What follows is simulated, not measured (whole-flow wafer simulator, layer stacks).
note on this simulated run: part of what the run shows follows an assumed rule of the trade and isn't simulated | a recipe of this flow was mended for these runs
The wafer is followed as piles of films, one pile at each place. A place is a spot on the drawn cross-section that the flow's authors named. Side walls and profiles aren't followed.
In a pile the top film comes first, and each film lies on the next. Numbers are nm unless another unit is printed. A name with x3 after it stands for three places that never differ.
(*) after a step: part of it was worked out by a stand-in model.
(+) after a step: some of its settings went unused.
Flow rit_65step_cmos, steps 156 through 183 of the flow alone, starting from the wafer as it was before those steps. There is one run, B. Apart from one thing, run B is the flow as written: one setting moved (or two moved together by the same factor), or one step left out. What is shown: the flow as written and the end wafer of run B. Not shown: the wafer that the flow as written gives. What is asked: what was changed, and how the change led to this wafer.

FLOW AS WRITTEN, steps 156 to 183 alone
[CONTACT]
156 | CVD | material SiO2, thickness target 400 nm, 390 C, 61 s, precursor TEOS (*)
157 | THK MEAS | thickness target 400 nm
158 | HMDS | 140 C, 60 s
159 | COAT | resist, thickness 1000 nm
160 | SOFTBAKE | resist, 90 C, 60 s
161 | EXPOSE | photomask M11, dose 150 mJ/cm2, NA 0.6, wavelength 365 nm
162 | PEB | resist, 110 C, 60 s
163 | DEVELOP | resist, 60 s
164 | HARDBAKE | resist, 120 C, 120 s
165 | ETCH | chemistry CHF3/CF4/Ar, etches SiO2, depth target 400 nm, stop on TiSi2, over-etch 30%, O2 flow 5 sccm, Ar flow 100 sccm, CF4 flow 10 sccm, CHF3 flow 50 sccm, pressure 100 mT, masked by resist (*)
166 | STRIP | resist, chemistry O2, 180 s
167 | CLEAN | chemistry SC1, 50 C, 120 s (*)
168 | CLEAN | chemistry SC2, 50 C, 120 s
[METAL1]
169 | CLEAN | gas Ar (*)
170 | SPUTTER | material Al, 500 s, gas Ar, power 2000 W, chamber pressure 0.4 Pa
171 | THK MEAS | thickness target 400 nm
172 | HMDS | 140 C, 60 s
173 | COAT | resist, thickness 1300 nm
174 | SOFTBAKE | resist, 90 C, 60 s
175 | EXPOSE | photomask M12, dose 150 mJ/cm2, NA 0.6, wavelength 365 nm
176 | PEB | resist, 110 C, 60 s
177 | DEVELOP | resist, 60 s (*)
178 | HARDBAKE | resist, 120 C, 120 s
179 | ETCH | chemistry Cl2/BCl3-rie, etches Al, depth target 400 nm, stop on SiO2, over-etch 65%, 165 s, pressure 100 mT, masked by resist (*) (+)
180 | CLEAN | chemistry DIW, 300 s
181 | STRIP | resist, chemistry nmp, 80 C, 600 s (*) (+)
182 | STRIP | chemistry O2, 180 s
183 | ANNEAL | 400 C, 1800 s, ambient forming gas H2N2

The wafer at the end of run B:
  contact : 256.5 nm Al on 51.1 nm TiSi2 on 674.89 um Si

What caused this: step 165, ETCH: over-etch 12% was run, though the flow has over-etch 30%.

Step by step, how the change led to this:
  165 | ETCH | chemistry CHF3/CF4/Ar, etches SiO2, depth target 400 nm, stop on TiSi2, over-etch 30%, O2 flow 5 sccm, Ar flow 100 sccm, CF4 flow 10 sccm, CHF3 flow 50 sccm, pressure 100 mT, masked by resist (*)
      field, field_pw, field_nw and 10 more: -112 resist (it would be, as written: -130 resist)
      contact: -400 SiO2 (all of it), -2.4 TiSi2 (it would be, as written: -400 SiO2 (all of it), -6 TiSi2)
  166 | STRIP | resist, chemistry O2, 180 s
      active_n, active_p: -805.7 resist (all of it) (it would be, as written: -787.7 resist (all of it))
      field: -865 resist (all of it) (it would be, as written: -847 resist (all of it))
      (as well as at 10 more places)
